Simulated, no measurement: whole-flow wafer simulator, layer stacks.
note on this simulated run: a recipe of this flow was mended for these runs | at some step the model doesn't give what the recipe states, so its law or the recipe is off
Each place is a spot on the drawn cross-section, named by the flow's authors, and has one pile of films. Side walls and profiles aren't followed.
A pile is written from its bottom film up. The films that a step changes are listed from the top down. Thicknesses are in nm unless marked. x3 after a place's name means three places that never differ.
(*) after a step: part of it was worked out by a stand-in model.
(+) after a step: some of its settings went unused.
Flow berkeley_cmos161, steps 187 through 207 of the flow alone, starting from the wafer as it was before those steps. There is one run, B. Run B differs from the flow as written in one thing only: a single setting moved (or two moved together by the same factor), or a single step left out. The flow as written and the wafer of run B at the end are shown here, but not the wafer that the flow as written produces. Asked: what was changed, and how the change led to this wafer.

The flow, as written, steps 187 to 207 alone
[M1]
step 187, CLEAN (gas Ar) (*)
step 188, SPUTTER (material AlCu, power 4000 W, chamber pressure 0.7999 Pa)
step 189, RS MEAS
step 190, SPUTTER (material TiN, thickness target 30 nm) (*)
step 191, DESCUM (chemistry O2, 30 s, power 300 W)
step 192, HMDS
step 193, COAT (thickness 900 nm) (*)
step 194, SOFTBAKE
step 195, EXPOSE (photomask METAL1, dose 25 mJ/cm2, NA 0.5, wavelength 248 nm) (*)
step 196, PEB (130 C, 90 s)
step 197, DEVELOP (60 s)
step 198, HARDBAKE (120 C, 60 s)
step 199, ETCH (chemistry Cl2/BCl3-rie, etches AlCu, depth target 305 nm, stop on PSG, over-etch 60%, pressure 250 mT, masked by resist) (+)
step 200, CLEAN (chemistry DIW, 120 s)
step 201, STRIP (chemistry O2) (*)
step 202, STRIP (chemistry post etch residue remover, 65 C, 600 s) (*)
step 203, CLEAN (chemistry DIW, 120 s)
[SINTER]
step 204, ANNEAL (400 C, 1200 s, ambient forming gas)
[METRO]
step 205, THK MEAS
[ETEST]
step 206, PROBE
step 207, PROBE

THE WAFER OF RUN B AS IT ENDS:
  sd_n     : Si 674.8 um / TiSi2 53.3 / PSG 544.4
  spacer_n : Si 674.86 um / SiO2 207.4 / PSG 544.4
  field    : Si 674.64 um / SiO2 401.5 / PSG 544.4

Cause: step 199, ETCH: depth target 192 nm was run, while the flow as written has depth target 305 nm.

Step by step, how the change led to this:
  step 199, ETCH (chemistry Cl2/BCl3-rie, etches AlCu, depth target 305 nm, stop on PSG, over-etch 60%, pressure 250 mT, masked by resist) (+)
      field, sd_n, spacer_n, gate_n, spacer_p, gate_p: -30 TiN (all of it), -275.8 AlCu (all of it), -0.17 PSG (in the flow as written it would be: -30 TiN (all of it), -275.8 AlCu (all of it), -22.8 PSG)
      contact, m1: -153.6 KrF-resist (in the flow as written it would be: -244 KrF-resist)
      (also at 1 further place)
  step 201, STRIP (chemistry O2) (*)
      contact: -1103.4 KrF-resist (all of it) (in the flow as written it would be: -1013 KrF-resist (all of it))
      m1: -627.9 KrF-resist (all of it) (in the flow as written it would be: -537.5 KrF-resist (all of it))
